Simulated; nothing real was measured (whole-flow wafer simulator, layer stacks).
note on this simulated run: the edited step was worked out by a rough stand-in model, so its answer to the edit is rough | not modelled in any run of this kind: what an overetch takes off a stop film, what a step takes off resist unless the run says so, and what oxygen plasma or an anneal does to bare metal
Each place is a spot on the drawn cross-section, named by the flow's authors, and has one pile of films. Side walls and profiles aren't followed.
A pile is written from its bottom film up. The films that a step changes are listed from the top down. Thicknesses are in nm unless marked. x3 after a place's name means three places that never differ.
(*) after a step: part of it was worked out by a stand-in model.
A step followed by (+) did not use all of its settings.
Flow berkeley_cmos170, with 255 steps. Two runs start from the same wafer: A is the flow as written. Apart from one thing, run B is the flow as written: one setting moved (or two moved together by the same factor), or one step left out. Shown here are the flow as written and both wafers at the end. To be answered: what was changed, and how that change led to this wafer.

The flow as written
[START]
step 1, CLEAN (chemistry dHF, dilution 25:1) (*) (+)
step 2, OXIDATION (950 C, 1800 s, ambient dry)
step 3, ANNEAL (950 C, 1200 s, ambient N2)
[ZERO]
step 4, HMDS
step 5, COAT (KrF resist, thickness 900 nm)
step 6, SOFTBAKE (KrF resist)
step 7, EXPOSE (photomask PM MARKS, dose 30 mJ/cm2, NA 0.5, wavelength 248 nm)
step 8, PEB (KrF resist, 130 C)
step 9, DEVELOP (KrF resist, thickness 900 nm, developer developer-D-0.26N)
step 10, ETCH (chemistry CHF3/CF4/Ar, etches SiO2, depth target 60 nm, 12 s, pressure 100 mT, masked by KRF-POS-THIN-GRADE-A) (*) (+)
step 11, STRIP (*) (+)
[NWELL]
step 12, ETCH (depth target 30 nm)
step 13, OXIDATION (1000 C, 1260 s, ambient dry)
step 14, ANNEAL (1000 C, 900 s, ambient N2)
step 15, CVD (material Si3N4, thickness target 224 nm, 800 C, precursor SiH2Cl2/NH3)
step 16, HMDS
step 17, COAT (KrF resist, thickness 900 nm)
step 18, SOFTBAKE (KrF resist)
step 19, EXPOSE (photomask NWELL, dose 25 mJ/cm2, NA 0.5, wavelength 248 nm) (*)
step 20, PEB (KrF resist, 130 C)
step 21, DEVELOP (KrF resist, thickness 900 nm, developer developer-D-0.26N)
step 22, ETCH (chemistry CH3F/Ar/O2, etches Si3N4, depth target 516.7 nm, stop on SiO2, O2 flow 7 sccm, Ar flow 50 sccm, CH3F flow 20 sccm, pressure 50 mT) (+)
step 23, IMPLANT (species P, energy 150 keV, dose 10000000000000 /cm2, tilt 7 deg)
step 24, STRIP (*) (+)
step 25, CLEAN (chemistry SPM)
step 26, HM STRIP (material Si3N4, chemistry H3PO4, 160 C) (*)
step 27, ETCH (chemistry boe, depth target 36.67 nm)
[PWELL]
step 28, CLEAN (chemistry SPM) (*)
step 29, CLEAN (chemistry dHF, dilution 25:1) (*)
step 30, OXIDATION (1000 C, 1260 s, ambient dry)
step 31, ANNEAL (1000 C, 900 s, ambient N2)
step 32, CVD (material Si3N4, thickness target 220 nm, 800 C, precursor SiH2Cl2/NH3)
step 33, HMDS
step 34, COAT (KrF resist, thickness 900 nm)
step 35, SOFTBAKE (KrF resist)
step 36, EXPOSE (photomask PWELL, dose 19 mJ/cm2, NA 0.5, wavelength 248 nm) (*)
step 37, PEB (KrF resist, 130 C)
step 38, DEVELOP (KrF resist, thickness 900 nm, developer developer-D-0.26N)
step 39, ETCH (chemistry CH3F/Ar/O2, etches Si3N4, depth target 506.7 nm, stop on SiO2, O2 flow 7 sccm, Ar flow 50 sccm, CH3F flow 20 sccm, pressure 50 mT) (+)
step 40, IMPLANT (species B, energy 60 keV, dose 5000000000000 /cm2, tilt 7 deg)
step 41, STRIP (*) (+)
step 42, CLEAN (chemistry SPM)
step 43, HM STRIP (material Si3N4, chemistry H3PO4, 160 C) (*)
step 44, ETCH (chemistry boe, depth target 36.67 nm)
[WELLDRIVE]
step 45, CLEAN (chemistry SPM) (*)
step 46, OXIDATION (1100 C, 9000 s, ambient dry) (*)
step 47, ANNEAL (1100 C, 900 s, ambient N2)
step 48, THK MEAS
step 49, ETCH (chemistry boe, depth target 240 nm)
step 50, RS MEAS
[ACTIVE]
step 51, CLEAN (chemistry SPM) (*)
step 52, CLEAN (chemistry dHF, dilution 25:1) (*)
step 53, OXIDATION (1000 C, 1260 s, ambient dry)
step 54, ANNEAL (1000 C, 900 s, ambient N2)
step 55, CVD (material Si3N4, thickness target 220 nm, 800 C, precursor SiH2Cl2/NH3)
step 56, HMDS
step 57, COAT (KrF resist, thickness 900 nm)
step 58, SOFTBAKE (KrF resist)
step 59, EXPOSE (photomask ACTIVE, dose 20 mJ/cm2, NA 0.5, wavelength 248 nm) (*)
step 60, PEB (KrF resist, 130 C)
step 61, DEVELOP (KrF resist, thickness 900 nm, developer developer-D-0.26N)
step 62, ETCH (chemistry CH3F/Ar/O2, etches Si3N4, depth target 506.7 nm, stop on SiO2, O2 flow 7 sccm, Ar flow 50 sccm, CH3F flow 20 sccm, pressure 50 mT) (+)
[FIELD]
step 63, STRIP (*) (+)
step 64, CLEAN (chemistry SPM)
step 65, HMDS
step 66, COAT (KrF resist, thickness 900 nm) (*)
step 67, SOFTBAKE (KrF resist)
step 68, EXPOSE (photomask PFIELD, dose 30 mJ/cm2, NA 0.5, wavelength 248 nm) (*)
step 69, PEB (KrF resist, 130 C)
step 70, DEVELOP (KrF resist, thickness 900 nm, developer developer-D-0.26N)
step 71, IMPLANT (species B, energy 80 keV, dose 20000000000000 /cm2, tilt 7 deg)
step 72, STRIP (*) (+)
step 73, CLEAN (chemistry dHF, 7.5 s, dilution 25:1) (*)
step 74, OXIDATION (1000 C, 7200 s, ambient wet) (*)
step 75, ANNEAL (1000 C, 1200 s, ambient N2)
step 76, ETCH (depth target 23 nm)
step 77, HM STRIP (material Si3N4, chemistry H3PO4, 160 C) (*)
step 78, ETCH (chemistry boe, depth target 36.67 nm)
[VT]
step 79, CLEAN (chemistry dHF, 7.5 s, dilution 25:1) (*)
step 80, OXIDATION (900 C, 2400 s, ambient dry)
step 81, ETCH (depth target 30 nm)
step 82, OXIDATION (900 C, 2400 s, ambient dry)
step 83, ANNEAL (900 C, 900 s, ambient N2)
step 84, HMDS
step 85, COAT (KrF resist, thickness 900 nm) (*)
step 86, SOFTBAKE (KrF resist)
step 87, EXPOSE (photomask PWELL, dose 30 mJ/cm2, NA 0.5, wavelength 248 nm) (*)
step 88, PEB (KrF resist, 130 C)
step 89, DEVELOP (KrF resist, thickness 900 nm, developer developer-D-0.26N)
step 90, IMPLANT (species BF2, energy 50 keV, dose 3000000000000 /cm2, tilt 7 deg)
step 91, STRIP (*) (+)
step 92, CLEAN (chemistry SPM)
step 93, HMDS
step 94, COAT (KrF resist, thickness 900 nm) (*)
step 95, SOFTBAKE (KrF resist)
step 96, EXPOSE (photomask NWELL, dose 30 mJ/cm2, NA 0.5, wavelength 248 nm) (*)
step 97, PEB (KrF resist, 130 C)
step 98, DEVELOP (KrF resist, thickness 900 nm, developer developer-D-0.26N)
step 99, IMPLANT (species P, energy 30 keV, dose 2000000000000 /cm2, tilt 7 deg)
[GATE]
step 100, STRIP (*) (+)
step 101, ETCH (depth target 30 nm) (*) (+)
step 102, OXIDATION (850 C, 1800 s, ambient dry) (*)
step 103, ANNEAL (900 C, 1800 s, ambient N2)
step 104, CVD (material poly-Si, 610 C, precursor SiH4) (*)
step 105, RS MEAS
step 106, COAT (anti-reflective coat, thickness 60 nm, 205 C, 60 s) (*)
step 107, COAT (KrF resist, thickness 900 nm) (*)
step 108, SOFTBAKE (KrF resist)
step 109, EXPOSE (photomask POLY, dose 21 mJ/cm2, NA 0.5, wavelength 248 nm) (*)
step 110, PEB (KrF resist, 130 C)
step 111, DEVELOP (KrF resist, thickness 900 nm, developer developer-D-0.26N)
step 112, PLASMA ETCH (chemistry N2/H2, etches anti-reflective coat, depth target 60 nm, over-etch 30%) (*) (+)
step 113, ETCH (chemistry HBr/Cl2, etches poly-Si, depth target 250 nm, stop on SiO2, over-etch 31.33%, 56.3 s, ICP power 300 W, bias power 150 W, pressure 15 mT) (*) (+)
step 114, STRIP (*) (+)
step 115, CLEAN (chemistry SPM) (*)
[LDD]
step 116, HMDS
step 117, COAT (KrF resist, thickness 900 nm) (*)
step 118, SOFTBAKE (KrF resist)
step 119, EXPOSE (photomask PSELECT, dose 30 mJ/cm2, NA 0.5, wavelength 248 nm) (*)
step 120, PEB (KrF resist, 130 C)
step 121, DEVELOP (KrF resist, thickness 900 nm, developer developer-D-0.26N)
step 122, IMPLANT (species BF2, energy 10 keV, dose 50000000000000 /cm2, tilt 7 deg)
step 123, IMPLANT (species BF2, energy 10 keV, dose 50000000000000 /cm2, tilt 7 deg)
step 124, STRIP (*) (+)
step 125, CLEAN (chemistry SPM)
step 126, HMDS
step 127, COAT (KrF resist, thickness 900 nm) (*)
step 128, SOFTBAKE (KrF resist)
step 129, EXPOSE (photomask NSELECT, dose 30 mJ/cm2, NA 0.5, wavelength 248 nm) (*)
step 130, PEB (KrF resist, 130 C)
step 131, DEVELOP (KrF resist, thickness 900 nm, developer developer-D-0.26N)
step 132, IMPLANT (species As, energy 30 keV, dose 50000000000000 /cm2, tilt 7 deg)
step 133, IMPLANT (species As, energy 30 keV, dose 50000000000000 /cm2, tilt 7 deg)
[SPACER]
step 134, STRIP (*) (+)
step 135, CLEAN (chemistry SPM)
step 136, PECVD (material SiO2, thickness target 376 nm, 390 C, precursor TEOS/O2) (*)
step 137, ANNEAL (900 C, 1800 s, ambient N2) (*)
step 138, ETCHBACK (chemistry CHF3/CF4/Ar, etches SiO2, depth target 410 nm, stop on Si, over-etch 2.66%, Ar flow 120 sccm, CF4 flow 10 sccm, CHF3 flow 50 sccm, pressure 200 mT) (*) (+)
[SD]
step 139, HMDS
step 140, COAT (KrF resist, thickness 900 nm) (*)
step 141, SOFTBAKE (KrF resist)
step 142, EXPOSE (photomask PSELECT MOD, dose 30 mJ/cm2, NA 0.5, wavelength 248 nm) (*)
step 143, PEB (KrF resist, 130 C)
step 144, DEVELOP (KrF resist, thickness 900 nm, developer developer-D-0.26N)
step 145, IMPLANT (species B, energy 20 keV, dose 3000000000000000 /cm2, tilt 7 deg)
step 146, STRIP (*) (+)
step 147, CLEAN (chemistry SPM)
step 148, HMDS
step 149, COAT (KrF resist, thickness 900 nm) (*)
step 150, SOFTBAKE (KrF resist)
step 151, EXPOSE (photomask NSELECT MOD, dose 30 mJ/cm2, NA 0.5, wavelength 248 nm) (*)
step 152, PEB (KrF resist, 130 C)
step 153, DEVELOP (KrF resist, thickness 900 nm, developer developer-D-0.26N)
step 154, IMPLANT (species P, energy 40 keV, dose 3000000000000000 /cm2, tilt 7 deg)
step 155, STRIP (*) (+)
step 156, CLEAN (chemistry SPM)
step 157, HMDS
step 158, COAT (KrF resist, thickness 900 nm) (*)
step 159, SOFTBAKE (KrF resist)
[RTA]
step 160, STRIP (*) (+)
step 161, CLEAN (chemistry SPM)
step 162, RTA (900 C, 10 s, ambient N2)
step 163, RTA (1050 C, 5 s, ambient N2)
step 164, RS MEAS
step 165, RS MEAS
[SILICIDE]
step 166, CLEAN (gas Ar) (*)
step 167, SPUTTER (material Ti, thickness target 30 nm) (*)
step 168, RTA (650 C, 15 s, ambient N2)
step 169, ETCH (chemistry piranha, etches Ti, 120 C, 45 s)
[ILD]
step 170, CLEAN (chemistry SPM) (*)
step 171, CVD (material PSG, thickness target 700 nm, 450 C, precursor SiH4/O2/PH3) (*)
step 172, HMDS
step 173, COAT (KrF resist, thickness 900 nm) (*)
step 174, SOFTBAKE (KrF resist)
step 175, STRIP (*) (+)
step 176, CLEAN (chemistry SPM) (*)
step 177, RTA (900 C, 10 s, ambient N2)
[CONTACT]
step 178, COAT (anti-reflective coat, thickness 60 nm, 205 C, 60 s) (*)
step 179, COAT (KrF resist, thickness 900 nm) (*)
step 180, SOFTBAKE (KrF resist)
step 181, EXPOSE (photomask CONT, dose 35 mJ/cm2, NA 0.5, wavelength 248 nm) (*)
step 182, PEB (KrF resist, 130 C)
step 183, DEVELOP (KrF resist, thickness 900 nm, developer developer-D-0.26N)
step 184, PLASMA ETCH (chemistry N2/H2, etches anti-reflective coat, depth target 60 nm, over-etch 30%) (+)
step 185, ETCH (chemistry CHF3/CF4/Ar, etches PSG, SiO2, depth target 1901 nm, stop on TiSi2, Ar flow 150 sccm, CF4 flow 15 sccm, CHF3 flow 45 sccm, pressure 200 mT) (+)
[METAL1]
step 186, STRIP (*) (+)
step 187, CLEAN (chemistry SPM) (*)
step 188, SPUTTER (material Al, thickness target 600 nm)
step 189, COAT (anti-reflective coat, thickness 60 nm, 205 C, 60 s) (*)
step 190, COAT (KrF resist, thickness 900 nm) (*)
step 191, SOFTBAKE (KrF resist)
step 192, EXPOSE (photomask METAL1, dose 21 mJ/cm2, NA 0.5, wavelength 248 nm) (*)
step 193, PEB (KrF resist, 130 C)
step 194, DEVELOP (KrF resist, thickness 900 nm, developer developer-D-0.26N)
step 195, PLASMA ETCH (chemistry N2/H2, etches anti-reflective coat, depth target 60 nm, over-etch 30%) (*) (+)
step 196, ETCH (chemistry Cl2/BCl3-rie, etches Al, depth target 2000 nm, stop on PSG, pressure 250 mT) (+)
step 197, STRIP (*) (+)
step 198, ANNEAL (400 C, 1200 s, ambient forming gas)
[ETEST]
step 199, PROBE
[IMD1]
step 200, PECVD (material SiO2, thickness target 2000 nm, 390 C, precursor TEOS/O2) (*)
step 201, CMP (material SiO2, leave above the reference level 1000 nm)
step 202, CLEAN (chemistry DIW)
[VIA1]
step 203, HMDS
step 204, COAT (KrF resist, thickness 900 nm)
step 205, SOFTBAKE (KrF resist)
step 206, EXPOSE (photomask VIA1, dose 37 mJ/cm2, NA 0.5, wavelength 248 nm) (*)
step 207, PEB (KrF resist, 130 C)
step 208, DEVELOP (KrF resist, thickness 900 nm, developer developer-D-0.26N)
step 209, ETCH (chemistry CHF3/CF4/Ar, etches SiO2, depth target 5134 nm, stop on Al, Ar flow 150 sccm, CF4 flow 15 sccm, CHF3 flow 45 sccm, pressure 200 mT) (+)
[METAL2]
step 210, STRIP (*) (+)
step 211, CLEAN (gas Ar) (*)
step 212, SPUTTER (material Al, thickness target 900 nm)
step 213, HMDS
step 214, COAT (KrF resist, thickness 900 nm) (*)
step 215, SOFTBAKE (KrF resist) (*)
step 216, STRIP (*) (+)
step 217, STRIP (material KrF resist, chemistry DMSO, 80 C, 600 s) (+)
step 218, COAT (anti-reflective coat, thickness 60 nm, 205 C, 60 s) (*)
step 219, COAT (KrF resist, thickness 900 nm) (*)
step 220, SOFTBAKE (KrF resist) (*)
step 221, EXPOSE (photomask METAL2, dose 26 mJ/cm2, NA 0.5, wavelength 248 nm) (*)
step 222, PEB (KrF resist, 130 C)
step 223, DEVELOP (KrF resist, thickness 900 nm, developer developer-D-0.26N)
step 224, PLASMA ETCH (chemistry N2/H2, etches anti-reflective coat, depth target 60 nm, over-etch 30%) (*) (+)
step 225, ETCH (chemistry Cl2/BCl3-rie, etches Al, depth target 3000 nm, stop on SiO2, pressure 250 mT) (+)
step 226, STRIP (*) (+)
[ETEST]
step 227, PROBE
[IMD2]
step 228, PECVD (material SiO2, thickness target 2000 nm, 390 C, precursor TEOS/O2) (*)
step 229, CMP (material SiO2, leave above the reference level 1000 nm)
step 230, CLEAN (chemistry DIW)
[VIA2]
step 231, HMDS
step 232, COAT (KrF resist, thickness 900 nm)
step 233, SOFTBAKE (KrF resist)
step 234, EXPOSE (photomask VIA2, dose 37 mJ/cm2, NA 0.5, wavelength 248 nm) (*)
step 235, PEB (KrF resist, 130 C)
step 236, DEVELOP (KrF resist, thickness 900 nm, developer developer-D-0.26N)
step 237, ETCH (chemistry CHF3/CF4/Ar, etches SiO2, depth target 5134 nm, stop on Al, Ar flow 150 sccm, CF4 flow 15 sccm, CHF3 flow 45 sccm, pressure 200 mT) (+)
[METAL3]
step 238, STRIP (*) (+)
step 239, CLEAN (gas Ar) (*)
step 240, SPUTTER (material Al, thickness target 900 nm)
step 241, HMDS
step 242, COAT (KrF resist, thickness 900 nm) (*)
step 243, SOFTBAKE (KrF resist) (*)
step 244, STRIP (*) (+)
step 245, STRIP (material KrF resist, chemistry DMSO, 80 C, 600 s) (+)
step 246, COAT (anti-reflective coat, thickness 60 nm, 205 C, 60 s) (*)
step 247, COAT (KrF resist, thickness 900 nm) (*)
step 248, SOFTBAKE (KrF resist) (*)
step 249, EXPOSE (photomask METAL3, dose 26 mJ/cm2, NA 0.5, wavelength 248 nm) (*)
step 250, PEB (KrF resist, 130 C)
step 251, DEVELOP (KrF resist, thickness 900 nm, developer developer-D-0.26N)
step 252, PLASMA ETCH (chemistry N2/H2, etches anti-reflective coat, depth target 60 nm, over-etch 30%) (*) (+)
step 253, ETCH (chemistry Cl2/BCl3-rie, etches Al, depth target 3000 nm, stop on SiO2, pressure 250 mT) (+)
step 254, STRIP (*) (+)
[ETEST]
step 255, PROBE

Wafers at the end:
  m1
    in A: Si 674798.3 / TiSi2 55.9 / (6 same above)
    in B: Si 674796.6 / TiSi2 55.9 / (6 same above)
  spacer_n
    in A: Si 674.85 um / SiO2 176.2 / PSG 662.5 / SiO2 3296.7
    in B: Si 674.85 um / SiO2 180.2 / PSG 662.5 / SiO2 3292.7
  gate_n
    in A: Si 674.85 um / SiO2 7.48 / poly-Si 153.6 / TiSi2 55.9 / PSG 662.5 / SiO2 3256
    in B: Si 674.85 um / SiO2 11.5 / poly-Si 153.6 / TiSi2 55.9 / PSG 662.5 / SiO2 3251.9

Cause: step 102, OXIDATION: 892 C was run, though the flow has 850 C.

The path from the change to this, step by step:
  step 102, OXIDATION (850 C, 1800 s, ambient dry) (*)
      sd_n, spacer_n, gate_n and 8 more: A +7.48 SiO2 (new film), -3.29 Si | B +11.5 SiO2 (new film), -5.06 Si
      field: A +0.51 SiO2, -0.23 Si | B +1.13 SiO2, -0.5 Si
